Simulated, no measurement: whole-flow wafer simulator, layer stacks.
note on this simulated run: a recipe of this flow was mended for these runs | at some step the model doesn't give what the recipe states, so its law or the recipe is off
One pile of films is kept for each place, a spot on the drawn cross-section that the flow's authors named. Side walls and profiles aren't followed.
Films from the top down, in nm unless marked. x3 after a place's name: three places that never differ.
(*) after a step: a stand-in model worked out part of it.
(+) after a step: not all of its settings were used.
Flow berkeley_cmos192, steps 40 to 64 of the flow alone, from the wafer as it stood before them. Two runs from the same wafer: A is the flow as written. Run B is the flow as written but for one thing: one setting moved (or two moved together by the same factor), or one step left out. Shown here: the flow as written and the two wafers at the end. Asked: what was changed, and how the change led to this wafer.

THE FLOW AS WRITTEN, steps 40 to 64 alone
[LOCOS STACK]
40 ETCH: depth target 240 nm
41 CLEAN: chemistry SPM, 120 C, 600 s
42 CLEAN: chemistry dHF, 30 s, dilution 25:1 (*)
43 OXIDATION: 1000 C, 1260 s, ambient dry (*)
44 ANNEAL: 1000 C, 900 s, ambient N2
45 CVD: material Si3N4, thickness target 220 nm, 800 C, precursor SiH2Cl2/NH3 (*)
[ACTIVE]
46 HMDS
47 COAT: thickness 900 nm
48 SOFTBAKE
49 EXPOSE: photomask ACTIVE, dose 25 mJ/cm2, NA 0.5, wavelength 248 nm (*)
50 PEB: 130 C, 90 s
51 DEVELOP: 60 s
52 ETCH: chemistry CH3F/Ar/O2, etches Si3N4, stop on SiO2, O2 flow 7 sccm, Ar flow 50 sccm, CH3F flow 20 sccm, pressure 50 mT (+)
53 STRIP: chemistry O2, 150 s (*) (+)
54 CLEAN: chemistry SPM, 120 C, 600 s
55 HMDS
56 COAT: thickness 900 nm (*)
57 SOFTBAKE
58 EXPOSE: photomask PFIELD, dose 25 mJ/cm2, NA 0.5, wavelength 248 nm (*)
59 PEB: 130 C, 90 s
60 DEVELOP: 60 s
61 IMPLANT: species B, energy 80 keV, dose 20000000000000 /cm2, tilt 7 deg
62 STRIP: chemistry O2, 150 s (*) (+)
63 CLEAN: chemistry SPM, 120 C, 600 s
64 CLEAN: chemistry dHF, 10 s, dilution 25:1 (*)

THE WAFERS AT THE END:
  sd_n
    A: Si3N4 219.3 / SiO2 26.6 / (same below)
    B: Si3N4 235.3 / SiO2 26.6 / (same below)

The cause: step 45, CVD: thickness target 236 nm was run, where the flow has thickness target 220 nm.

How the change led to this, step by step:
  45 CVD: material Si3N4, thickness target 220 nm, 800 C, precursor SiH2Cl2/NH3 (*)
      field, sd_n, spacer_n and 6 more: A Si3N4 +220 (new film) | B Si3N4 +236 (new film)
  52 ETCH: chemistry CH3F/Ar/O2, etches Si3N4, stop on SiO2, O2 flow 7 sccm, Ar flow 50 sccm, CH3F flow 20 sccm, pressure 50 mT (+)
      sd_n, spacer_n, gate, sd_p, spacer_p, gate_p, contact, m1: A KrF-resist -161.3 | B KrF-resist -172
      field: A Si3N4 -220 (all of it), SiO2 -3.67 | B Si3N4 -236 (all of it), SiO2 -3.67
